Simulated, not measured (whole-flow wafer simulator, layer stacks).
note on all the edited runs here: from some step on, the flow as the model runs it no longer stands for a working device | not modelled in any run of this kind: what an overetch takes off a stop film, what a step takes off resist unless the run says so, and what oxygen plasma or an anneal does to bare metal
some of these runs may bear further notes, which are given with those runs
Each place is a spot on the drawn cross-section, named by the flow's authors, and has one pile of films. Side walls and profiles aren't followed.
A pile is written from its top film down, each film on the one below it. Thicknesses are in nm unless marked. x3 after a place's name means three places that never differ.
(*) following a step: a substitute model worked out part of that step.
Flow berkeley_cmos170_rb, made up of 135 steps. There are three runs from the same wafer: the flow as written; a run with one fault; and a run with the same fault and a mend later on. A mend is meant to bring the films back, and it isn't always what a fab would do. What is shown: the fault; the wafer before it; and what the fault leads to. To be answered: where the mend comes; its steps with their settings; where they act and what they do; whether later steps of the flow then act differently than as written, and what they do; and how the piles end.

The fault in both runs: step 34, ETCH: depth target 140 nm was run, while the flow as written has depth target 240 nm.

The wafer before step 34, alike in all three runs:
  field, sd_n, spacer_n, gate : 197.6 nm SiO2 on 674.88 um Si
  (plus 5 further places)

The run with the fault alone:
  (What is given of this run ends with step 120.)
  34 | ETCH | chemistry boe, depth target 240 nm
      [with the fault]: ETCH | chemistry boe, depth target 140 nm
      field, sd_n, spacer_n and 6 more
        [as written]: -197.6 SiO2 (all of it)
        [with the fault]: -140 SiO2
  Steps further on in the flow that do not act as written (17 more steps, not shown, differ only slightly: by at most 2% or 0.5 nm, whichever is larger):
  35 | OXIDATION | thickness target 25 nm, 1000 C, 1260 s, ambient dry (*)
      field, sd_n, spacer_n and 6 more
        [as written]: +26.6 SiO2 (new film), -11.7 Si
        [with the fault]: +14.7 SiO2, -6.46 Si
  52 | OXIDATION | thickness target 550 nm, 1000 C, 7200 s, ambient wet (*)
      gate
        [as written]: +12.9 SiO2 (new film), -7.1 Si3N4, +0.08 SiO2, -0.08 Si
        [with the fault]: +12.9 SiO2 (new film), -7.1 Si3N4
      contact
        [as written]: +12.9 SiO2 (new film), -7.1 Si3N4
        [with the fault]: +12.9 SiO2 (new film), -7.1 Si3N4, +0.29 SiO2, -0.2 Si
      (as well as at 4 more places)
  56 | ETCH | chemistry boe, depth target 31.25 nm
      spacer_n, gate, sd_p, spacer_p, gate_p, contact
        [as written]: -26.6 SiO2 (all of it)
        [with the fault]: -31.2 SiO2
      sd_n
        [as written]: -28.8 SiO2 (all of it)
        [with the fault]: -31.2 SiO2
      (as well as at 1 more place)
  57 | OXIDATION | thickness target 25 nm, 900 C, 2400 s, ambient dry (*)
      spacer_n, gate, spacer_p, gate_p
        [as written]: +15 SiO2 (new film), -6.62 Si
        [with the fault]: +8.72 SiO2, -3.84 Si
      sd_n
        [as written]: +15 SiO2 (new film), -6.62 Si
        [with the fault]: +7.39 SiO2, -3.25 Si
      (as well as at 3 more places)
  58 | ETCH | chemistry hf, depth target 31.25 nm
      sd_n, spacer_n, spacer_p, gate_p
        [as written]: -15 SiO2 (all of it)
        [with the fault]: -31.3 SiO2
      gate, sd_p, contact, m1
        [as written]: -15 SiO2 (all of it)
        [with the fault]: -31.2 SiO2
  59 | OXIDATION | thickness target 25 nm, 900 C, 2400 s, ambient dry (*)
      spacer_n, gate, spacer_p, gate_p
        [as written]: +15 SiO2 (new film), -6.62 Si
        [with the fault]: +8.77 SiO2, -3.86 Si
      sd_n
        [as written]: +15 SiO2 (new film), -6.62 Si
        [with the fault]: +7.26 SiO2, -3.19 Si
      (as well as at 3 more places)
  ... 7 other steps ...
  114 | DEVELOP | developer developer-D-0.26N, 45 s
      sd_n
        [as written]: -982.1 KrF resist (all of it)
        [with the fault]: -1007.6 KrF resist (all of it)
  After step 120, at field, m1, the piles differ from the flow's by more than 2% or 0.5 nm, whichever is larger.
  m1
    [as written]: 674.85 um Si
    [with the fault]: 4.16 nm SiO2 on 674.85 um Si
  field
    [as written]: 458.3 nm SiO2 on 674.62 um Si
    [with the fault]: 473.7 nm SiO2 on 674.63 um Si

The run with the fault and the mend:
  The mend follows step 34.
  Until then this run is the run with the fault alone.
  34a | ETCH | chemistry boe, depth target 100 nm (the flow's step 34, run once more with other settings)
      field, sd_n, spacer_n and 6 more
        -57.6 SiO2 (all of it)
  Later steps of the flow that are run all act as written at every place that is followed.
  At every place that both follow, the piles at the end match the flow's.
